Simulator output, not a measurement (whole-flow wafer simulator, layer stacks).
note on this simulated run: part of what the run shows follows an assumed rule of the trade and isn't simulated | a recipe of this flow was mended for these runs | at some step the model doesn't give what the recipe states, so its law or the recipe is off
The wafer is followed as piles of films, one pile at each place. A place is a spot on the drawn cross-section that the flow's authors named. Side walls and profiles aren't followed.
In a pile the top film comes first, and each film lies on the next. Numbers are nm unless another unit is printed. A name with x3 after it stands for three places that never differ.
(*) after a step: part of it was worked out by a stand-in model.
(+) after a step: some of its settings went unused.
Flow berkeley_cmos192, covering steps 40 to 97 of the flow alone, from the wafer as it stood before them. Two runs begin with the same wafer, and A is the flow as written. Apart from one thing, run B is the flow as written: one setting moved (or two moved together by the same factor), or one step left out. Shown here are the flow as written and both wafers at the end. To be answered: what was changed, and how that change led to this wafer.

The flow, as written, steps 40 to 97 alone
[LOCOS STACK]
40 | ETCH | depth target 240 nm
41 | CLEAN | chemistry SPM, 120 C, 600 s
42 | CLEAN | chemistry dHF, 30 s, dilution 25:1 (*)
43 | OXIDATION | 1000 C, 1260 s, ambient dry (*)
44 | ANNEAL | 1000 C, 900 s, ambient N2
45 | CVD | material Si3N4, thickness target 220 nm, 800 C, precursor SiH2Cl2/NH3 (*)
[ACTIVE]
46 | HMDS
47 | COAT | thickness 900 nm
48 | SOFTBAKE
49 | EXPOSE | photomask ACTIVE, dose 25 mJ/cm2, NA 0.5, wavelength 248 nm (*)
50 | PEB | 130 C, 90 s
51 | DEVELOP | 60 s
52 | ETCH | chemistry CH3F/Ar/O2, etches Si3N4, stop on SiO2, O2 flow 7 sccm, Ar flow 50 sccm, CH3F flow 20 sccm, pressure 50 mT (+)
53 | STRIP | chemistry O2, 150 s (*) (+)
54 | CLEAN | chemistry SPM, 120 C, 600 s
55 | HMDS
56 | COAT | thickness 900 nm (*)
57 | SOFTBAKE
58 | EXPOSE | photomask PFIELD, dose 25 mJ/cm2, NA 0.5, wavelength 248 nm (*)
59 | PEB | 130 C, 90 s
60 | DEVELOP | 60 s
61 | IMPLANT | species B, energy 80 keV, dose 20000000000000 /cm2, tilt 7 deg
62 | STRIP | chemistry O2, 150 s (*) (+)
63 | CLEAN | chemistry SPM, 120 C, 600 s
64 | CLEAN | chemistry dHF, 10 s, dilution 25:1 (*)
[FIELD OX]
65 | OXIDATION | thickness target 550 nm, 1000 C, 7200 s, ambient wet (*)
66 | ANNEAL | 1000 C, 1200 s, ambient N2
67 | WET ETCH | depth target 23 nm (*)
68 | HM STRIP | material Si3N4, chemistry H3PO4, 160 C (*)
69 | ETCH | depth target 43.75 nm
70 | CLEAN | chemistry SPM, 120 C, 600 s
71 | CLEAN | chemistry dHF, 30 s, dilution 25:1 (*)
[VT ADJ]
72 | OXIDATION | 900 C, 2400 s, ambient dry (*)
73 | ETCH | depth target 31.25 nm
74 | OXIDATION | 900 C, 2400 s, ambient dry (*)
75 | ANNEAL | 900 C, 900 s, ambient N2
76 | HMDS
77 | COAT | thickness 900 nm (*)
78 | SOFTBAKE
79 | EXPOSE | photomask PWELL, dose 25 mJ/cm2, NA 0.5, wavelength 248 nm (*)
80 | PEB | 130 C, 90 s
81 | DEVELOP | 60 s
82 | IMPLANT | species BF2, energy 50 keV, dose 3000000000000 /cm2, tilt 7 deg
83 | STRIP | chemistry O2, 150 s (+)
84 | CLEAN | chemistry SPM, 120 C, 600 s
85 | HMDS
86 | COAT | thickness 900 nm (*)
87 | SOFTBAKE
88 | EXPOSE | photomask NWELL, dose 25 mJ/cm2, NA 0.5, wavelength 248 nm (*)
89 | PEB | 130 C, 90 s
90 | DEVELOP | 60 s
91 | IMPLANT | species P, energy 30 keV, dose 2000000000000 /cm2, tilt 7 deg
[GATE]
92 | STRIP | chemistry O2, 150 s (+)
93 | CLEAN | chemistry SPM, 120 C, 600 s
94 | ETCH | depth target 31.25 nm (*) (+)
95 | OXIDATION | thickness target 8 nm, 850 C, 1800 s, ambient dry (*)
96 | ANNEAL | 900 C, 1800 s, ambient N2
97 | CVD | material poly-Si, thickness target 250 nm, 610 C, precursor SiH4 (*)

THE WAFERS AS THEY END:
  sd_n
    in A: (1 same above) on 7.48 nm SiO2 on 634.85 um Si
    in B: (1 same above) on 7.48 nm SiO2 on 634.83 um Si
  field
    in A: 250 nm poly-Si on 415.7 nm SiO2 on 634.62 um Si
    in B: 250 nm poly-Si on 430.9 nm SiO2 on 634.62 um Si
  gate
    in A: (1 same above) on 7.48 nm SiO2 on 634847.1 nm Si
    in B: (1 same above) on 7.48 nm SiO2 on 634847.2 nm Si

The reason: step 45, CVD: 680 C was run, though the flow has 800 C.

Step by step, how the change led to this:
  45 | CVD | material Si3N4, thickness target 220 nm, 800 C, precursor SiH2Cl2/NH3 (*)
      field, sd_n, spacer_n and 6 more: A Si3N4 gains 220 (new film) | B Si3N4 gains 22.9 (new film)
  52 | ETCH | chemistry CH3F/Ar/O2, etches Si3N4, stop on SiO2, O2 flow 7 sccm, Ar flow 50 sccm, CH3F flow 20 sccm, pressure 50 mT (+)
      sd_n, spacer_n, gate, sd_p, spacer_p, gate_p, contact, m1: A KrF-resist loses 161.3 | B KrF-resist loses 29.9
      field: A Si3N4 loses 220 (all of it), SiO2 loses 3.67 | B Si3N4 loses 22.9 (all of it), SiO2 loses 3.67
  53 | STRIP | chemistry O2, 150 s (*) (+)
      sd_n, spacer_n, gate, sd_p, spacer_p, gate_p, contact, m1: A KrF-resist loses 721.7 (all of it) | B KrF-resist loses 853.1 (all of it)
  56 | COAT | thickness 900 nm (*)
      field: A KrF-resist gains 961.2 (new film) | B KrF-resist gains 907.2 (new film)
      sd_n: A KrF-resist gains 785.2 (new film) | B KrF-resist gains 886.2 (new film)
      (and at 7 other places as well)
  60 | DEVELOP | 60 s
      field: A KrF-resist loses 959 (all of it) | B KrF-resist loses 905.2 (all of it)
  62 | STRIP | chemistry O2, 150 s (*) (+)
      sd_n: A KrF-resist loses 768.5 (all of it) | B KrF-resist loses 869.3 (all of it)
      spacer_n: A KrF-resist loses 801.2 (all of it) | B KrF-resist loses 872.8 (all of it)
      (and at 6 other places as well)
  65 | OXIDATION | thickness target 550 nm, 1000 C, 7200 s, ambient wet (*)
      gate: A SiO2 gains 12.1 (new film), Si3N4 loses 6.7, SiO2 gains 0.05, Si loses 0.05 | B SiO2 gains 12.1 (new film), Si3N4 loses 6.7
      sd_n, sd_p: A SiO2 gains 12.1 (new film), Si3N4 loses 6.7, SiO2 gains 0.06, Si loses 0.06 | B SiO2 gains 12.1 (new film), Si3N4 loses 6.7, SiO2 gains 31.7, Si loses 14.1
  68 | HM STRIP | material Si3N4, chemistry H3PO4, 160 C (*)
      sd_n, spacer_n, gate, sd_p, spacer_p, gate_p, contact, m1: A Si3N4 loses 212 (all of it), SiO2 loses 9.87 | B Si3N4 loses 14.9 (all of it), SiO2 loses 0.7
      field: A SiO2 loses 16.5 | B SiO2 loses 1.16
  69 | ETCH | depth target 43.75 nm
      sd_n, sd_p: A SiO2 loses 16.8 (all of it) | B SiO2 loses 43.8
      spacer_n, gate, spacer_p, gate_p, contact, m1: A SiO2 loses 16.7 (all of it) | B SiO2 loses 25.9 (all of it)
  70 | CLEAN | chemistry SPM, 120 C, 600 s
      sd_n, sd_p: A chemical SiO2 gains 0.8 (new film), Si loses 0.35 | B nothing
  71 | CLEAN | chemistry dHF, 30 s, dilution 25:1 (*)
      sd_n, sd_p: A chemical SiO2 loses 0.8 (all of it) | B SiO2 loses 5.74
  72 | OXIDATION | 900 C, 2400 s, ambient dry (*)
      sd_n, sd_p: A SiO2 gains 14.9 (new film), Si loses 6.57 | B SiO2 gains 12.4, Si loses 5.44
  73 | ETCH | depth target 31.25 nm
      sd_n, sd_p: A SiO2 loses 14.9 (all of it) | B SiO2 loses 20.4 (all of it)
